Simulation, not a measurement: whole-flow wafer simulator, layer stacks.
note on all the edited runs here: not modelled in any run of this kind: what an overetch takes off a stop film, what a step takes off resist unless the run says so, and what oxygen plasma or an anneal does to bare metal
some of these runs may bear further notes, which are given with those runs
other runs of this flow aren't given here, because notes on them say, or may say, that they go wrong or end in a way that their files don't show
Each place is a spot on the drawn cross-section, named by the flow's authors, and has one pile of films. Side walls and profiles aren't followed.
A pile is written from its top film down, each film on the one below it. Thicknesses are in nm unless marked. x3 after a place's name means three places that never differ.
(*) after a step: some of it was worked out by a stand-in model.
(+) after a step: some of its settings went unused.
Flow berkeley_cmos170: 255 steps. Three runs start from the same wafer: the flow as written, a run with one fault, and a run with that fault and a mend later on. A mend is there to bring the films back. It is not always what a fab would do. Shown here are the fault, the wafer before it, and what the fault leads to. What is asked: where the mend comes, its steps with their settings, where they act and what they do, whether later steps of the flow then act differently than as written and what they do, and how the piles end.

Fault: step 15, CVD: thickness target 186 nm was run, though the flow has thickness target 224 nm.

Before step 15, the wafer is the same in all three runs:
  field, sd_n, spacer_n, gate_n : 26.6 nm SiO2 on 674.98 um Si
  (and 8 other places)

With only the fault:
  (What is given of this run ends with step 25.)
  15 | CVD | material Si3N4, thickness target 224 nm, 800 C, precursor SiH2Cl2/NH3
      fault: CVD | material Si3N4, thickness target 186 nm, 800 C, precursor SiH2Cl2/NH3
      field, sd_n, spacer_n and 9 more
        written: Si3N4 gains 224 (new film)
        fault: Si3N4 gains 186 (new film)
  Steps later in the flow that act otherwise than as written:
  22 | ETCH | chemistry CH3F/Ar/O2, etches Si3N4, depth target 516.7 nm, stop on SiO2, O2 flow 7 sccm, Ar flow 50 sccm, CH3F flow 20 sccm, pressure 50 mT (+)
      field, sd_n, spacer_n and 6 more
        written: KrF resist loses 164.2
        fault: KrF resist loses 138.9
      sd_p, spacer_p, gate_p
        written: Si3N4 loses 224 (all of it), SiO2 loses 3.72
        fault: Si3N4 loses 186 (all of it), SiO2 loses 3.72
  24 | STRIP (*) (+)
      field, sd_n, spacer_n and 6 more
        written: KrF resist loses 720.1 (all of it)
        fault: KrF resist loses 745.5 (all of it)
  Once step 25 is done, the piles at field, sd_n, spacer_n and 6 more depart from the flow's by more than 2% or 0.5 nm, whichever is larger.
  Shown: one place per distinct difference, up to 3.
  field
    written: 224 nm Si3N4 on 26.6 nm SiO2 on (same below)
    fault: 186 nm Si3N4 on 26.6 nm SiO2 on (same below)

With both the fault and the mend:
  The mend follows step 15.
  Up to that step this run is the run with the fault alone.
  15a | CVD | material Si3N4, thickness target 38 nm, 800 C, precursor SiH2Cl2/NH3 (the flow's step 15, run once more with other settings)
      field, sd_n, spacer_n and 9 more
        Si3N4 gains 38
  Later steps of the flow that are run all act as written at every place that is followed.
  The piles end the same as the flow's at every place that both follow.
